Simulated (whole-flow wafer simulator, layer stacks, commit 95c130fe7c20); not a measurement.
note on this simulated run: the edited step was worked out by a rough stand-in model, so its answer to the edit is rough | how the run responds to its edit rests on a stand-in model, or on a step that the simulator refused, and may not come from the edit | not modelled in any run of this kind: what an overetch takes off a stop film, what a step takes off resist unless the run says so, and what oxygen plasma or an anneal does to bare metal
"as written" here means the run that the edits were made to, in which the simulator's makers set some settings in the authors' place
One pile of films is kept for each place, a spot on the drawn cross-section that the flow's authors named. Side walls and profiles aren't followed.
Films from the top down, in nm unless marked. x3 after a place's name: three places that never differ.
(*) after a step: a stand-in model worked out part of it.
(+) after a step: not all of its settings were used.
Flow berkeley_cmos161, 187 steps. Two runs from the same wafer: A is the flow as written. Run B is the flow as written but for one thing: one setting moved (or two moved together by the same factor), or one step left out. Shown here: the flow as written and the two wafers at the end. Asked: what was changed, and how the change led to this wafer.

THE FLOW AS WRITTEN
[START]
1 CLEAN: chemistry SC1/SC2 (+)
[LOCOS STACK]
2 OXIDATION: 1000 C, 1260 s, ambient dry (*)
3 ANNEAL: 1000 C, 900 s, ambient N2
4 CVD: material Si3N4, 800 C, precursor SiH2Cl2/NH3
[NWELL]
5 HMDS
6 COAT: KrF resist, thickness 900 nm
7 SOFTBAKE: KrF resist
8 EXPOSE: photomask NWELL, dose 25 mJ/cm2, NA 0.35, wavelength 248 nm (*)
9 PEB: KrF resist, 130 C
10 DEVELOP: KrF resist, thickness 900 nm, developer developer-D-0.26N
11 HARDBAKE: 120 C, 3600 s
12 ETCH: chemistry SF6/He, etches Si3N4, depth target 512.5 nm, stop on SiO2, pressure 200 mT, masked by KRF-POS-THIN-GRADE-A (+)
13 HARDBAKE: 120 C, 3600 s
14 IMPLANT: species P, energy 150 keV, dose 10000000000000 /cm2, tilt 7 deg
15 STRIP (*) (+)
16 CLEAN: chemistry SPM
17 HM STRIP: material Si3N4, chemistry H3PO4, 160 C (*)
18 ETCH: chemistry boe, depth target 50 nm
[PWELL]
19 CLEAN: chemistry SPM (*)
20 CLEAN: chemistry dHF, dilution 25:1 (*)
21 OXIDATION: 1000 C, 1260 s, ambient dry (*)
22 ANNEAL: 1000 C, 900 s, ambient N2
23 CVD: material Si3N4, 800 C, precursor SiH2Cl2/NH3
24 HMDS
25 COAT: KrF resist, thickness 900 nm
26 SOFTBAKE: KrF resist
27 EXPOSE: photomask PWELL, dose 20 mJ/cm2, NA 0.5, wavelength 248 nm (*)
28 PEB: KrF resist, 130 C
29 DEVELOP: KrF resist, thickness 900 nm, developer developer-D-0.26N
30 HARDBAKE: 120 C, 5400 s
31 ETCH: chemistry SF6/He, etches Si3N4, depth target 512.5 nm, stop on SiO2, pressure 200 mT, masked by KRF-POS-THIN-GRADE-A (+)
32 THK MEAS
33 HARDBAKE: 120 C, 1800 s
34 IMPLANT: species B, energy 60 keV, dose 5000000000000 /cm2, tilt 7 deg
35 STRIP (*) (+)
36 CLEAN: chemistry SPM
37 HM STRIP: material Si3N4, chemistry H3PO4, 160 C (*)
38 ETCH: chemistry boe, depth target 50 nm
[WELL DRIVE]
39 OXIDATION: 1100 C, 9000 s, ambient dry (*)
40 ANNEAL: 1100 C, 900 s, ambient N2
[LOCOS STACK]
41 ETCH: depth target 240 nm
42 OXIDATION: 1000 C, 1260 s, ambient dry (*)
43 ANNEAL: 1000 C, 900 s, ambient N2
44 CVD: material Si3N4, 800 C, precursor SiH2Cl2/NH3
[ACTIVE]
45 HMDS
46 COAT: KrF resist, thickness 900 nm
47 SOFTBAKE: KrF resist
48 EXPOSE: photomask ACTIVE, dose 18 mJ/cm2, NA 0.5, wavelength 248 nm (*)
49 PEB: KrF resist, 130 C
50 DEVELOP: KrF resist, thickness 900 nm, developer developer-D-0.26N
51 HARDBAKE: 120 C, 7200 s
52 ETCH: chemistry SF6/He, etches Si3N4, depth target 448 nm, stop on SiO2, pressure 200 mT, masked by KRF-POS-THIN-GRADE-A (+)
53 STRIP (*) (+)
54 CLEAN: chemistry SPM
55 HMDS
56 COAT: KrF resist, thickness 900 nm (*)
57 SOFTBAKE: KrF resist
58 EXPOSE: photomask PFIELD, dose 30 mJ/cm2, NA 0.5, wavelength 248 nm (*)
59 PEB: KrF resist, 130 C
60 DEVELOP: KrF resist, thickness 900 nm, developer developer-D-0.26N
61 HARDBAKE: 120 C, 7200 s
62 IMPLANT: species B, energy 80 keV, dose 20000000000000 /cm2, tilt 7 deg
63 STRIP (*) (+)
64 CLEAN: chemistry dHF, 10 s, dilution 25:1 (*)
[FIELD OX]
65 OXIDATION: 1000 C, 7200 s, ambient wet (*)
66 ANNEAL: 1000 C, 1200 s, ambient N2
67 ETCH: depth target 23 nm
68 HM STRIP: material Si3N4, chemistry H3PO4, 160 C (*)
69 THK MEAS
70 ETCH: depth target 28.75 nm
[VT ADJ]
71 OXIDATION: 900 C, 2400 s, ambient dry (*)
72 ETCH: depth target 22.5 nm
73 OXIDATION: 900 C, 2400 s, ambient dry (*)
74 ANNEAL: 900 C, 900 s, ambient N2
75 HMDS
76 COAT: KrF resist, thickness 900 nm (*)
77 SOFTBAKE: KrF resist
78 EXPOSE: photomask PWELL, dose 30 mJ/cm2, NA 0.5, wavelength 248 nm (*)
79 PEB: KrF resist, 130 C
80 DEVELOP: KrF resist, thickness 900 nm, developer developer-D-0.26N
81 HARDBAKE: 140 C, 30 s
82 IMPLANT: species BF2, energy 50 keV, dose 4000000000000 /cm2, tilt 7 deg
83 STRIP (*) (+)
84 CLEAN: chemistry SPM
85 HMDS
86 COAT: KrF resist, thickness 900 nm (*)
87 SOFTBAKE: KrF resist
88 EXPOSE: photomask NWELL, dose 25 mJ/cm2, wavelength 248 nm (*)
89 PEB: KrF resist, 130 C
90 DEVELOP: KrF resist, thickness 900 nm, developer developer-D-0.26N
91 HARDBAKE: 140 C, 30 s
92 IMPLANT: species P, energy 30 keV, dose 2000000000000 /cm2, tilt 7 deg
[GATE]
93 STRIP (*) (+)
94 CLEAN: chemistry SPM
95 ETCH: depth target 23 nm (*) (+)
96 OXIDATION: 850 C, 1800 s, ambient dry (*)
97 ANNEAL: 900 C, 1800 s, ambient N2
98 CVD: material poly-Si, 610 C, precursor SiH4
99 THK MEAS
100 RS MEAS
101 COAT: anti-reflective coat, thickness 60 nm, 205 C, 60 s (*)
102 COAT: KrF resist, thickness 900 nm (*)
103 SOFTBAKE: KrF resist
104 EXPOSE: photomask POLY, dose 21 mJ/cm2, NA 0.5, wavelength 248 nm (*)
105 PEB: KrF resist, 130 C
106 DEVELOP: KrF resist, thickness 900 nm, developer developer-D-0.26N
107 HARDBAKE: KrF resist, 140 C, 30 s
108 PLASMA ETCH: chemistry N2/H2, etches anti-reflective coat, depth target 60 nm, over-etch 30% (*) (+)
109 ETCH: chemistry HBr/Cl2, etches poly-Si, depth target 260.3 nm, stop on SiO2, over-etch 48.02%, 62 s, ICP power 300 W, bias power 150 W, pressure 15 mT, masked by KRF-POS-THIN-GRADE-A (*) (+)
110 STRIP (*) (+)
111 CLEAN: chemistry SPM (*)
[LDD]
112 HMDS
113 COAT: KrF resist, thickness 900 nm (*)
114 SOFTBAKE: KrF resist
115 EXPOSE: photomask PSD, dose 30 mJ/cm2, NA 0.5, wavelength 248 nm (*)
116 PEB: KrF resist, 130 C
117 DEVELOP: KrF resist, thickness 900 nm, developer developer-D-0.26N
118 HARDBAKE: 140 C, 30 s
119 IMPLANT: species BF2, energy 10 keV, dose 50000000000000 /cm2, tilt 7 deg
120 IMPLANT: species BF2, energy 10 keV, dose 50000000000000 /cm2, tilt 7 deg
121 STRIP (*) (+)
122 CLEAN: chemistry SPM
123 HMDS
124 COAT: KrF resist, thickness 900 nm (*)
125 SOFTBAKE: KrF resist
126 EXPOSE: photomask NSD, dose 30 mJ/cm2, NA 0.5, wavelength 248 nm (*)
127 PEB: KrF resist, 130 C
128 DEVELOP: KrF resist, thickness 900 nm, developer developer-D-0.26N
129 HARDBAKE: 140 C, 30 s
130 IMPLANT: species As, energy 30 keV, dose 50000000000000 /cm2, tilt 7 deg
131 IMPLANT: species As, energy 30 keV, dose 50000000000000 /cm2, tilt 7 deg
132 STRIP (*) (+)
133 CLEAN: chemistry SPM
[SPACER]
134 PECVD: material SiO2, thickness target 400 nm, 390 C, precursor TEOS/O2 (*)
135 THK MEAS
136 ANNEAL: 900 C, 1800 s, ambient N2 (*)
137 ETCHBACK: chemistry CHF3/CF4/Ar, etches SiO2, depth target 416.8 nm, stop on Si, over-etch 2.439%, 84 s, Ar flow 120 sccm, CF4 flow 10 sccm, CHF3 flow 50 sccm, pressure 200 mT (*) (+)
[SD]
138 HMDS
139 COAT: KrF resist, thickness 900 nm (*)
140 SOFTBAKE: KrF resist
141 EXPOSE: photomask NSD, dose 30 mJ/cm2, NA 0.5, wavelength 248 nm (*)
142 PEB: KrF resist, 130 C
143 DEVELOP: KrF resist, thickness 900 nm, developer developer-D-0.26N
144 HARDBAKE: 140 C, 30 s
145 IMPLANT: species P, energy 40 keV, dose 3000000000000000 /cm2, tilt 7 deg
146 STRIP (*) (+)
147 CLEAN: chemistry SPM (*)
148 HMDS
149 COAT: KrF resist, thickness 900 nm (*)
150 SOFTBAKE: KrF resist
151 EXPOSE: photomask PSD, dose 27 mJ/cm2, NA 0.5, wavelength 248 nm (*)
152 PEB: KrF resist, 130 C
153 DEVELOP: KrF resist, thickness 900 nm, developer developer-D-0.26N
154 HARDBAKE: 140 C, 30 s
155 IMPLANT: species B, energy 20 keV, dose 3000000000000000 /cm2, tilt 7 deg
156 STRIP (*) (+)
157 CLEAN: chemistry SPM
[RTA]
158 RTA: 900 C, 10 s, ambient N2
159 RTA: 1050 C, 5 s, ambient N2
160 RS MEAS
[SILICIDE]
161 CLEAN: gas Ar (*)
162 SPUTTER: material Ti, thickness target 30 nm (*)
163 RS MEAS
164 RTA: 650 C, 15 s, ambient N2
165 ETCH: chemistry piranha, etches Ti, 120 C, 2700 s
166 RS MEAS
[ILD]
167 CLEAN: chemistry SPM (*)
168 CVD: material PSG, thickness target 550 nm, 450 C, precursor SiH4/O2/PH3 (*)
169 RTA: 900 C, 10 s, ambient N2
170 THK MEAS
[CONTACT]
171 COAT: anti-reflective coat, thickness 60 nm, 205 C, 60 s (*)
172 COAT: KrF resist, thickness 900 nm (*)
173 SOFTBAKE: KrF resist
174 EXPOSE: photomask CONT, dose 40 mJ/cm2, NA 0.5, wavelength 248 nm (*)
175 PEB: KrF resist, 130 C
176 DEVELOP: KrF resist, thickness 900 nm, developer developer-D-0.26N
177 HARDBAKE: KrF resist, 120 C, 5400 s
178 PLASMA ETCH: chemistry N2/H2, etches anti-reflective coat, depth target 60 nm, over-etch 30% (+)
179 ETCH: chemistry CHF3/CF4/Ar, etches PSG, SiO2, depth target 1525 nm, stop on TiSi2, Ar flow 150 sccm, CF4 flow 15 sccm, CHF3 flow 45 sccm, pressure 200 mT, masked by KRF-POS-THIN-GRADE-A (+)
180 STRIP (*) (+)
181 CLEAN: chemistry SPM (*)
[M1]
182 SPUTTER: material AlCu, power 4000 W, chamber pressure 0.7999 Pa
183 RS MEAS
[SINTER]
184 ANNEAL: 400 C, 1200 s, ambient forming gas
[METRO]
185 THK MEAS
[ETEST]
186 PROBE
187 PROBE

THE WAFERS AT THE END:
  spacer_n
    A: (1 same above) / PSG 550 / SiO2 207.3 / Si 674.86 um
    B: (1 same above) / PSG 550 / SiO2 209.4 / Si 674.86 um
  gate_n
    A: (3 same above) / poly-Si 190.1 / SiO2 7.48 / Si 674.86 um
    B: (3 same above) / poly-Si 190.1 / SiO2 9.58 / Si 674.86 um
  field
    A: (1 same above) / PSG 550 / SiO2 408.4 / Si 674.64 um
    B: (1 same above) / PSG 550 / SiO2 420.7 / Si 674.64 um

The cause: step 95, ETCH: depth target 10.72 nm was run, where the flow has depth target 23 nm.

How the change led to this, step by step:
  95 ETCH: depth target 23 nm (*) (+)
      sd_n, spacer_n, gate_n, sd_p, spacer_p, gate_p, contact, m1: A SiO2 -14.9 (all of it) | B SiO2 -10.7
      field: A SiO2 -23 | B SiO2 -10.7
  96 OXIDATION: 850 C, 1800 s, ambient dry (*)
      sd_n, spacer_n, gate_n, sd_p, spacer_p, gate_p, contact, m1: A SiO2 +7.48 (new film), Si -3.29 | B SiO2 +5.35, Si -2.36
  101 COAT: anti-reflective coat, thickness 60 nm, 205 C, 60 s (*)
      sd_n: A anti-reflective coat +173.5 (new film) | B anti-reflective coat +181.1 (new film)
      spacer_n: A anti-reflective coat +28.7 (new film) | B anti-reflective coat +27 (new film)
      (and at 4 more places)
  108 PLASMA ETCH: chemistry N2/H2, etches anti-reflective coat, depth target 60 nm, over-etch 30% (*) (+)
      sd_n: A anti-reflective coat -173.5 (all of it), poly-Si -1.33 | B anti-reflective coat -181.1 (all of it), poly-Si -1.39
      spacer_n: A anti-reflective coat -28.7 (all of it), poly-Si -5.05 | B anti-reflective coat -27 (all of it), poly-Si -5.35
      (and at 2 more places)
  110 STRIP (*) (+)
      gate_n: A chemical SiO2 +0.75 (new film), KrF resist -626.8 (all of it), anti-reflective coat -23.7 (all of it), poly-Si -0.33 | B chemical SiO2 +0.75 (new film), KrF resist -633 (all of it), anti-reflective coat -22 (all of it), poly-Si -0.33
      gate_p: A chemical SiO2 +0.75 (new film), KrF resist -598.2 (all of it), anti-reflective coat -27.9 (all of it), poly-Si -0.33 | B chemical SiO2 +0.75 (new film), KrF resist -601.8 (all of it), anti-reflective coat -27 (all of it), poly-Si -0.33
  171 COAT: anti-reflective coat, thickness 60 nm, 205 C, 60 s (*)
      sd_n: A anti-reflective coat +149.7 (new film) | B anti-reflective coat +159.1 (new film)
      m1: A anti-reflective coat +97.8 (new film) | B anti-reflective coat +101 (new film)
  180 STRIP (*) (+)
      sd_n: A KrF resist -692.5 (all of it), anti-reflective coat -149.7 (all of it) | B KrF resist -690.5 (all of it), anti-reflective coat -159.1 (all of it)
      m1: A KrF resist -739.9 (all of it), anti-reflective coat -97.8 (all of it) | B KrF resist -743.7 (all of it), anti-reflective coat -101 (all of it)
